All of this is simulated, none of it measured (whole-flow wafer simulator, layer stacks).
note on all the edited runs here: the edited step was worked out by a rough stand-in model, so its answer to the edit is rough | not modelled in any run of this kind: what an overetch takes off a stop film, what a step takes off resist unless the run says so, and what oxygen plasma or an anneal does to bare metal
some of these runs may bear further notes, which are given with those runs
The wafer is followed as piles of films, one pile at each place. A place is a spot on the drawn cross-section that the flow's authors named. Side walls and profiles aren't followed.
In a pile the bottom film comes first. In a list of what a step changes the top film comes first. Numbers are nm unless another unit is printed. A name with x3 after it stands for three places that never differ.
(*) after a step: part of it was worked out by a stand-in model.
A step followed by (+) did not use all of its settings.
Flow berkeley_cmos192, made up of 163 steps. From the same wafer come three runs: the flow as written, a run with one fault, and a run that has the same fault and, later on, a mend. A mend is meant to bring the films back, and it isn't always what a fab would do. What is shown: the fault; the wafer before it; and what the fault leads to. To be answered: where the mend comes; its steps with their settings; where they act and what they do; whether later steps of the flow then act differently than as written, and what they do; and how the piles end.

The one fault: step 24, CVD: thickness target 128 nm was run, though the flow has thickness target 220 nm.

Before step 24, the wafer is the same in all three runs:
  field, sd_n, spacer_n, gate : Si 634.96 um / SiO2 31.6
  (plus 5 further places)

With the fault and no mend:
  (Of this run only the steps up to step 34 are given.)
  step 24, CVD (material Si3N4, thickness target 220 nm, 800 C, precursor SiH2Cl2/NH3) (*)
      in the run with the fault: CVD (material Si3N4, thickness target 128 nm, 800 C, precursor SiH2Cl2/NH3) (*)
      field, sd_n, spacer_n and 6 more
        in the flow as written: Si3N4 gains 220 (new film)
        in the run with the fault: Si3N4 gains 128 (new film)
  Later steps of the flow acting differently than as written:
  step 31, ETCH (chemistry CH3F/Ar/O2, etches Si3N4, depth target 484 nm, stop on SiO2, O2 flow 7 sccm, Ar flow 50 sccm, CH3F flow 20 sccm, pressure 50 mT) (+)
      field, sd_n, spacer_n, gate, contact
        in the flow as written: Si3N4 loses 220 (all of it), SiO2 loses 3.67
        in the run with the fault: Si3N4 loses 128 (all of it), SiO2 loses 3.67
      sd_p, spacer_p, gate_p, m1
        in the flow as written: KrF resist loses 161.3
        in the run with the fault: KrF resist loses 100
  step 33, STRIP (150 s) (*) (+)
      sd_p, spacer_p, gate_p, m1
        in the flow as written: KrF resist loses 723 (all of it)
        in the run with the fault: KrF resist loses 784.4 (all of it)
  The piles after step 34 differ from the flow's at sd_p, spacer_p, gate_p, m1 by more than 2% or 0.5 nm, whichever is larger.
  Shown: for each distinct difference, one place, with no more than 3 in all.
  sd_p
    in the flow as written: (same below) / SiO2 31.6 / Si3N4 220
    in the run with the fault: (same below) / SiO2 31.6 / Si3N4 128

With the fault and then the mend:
  The mend stands after step 30.
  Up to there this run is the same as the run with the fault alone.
  step 30a, STRIP (150 s) (*) (+)
      sd_p, spacer_p, gate_p, m1
        KrF resist loses 884.4 (all of it)
  step 30b, CLEAN (chemistry SPM) (a further turn of the flow's step 17)
      alters no film at any place that is followed
  step 30c, CVD (material Si3N4, thickness target 91.96 nm, 800 C, precursor SiH2Cl2/NH3) (*) (a further turn of the flow's step 24, with different settings)
      field, sd_n, spacer_n and 6 more
        Si3N4 gains 92
  step 30d, HMDS (a further turn of the flow's step 25)
      alters no film at any place that is followed
  step 30e, COAT (KrF resist, thickness 900 nm) (a further turn of the flow's step 26)
      field, sd_n, spacer_n and 6 more
        KrF resist gains 900 (new film)
  step 30f, SOFTBAKE (KrF resist) (a further turn of the flow's step 27)
      alters no film at any place that is followed
  step 30g, EXPOSE (photomask PWELL, dose 20 mJ/cm2, NA 0.5, wavelength 248 nm) (*) (a further turn of the flow's step 28)
      alters no film at any place that is followed
  step 30h, PEB (KrF resist, 130 C, 60 s) (a further turn of the flow's step 29)
      field, sd_n, spacer_n and 6 more
        KrF resist loses 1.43
  step 30i, DEVELOP (KrF resist, thickness 900 nm, developer developer-D-0.26N, 45 s) (a further turn of the flow's step 30)
      field, sd_n, spacer_n, gate, contact
        KrF resist loses 898.6 (all of it)
      sd_p, spacer_p, gate_p, m1
        KrF resist loses 14.2
  Every later step of the flow that is run acts as written, at every place that is followed, to within 2% or 0.5 nm, whichever is larger.
  By the end, the piles equal the flow's at every place that both follow.
